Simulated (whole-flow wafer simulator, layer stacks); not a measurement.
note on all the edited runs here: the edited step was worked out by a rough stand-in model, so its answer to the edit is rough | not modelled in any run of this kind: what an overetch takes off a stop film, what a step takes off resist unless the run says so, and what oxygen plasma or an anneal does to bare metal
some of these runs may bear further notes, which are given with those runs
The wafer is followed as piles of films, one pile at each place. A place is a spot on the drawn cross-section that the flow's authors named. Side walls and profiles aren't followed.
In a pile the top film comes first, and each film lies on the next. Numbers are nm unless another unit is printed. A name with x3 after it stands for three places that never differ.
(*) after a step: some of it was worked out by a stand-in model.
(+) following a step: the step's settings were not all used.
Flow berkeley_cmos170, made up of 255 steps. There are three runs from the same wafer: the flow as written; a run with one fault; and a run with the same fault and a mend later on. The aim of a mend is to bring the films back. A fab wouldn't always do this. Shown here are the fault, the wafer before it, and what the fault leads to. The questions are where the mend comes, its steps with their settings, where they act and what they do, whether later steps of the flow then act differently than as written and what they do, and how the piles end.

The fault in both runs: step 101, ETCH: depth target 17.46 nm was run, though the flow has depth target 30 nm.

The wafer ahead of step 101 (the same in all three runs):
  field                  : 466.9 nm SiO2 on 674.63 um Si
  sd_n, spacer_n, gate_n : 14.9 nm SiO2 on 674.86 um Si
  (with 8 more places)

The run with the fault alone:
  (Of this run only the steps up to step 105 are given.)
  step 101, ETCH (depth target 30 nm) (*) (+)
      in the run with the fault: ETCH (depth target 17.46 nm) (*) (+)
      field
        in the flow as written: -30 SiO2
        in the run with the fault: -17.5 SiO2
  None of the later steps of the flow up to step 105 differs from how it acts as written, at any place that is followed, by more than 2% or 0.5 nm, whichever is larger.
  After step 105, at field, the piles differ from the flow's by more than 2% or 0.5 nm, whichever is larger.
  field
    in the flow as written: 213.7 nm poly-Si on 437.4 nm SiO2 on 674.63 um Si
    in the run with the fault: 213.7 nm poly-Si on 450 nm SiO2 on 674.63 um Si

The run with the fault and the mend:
  The mend stands after step 101.
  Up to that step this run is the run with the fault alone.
  step 101a, ETCH (depth target 12.54 nm) (*) (+) (the flow's step 101 again, with other settings)
      field
        -12.5 SiO2
  None of the later steps of the flow acts differently than as written at any place that is followed.
  By the end, the piles equal the flow's at every place that both follow.
